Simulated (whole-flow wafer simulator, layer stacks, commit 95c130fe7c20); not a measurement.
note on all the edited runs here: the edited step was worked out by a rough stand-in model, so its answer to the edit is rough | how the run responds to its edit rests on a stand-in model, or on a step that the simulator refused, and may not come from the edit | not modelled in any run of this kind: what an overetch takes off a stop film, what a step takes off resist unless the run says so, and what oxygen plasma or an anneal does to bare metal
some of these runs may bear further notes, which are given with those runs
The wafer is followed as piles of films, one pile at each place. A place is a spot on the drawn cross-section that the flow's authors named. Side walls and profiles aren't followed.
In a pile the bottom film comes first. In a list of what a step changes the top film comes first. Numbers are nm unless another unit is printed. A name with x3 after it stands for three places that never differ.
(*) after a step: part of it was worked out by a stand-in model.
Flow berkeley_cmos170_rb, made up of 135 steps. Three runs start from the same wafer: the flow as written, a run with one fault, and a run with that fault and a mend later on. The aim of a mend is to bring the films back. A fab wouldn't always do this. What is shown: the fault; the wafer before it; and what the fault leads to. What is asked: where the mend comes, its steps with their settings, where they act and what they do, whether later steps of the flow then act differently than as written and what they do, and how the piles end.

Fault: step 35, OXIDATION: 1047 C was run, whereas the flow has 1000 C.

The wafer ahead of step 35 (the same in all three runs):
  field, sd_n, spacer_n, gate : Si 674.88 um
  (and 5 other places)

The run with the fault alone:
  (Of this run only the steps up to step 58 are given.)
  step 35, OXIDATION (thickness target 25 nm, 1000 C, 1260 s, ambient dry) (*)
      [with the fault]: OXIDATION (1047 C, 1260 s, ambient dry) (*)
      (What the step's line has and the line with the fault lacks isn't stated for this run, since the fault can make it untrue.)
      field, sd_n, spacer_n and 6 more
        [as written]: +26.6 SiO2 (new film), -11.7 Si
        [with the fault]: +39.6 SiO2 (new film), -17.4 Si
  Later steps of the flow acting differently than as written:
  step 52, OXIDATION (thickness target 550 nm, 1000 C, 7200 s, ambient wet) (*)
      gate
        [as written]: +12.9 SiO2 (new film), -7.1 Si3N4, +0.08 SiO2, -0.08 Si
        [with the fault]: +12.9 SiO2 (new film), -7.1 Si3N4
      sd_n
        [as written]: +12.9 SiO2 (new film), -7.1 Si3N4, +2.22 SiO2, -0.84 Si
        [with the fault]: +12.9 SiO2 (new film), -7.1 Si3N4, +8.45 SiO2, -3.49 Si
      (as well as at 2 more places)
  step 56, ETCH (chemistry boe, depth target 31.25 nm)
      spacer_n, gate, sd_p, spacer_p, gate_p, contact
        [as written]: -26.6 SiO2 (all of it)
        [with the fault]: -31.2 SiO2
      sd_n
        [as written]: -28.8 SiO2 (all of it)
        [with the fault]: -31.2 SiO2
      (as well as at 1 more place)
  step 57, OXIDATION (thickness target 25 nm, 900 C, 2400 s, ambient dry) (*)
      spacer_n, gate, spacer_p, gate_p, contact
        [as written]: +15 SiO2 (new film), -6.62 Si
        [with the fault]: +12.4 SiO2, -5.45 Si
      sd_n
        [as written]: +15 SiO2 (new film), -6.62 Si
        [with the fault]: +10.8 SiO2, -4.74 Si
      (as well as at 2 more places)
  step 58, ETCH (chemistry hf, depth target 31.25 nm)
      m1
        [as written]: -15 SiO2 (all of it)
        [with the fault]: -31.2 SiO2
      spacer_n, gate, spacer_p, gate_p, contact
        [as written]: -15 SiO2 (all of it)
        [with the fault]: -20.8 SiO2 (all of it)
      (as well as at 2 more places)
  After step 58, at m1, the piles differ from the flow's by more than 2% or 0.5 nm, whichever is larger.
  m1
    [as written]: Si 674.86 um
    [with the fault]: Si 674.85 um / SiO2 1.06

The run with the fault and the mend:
  The mend follows step 36.
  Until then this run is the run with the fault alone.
  step 36a, WET ETCH (chemistry hf, depth target 13.09 nm)
      field, sd_n, spacer_n and 6 more
        -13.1 SiO2
  Every later step of the flow that is run acts as written, at every place that is followed, to within 2% or 0.5 nm, whichever is larger.
  At the end the piles are close to the flow's at the places that both follow, differing by at most 2% or 0.5 nm, whichever is larger.
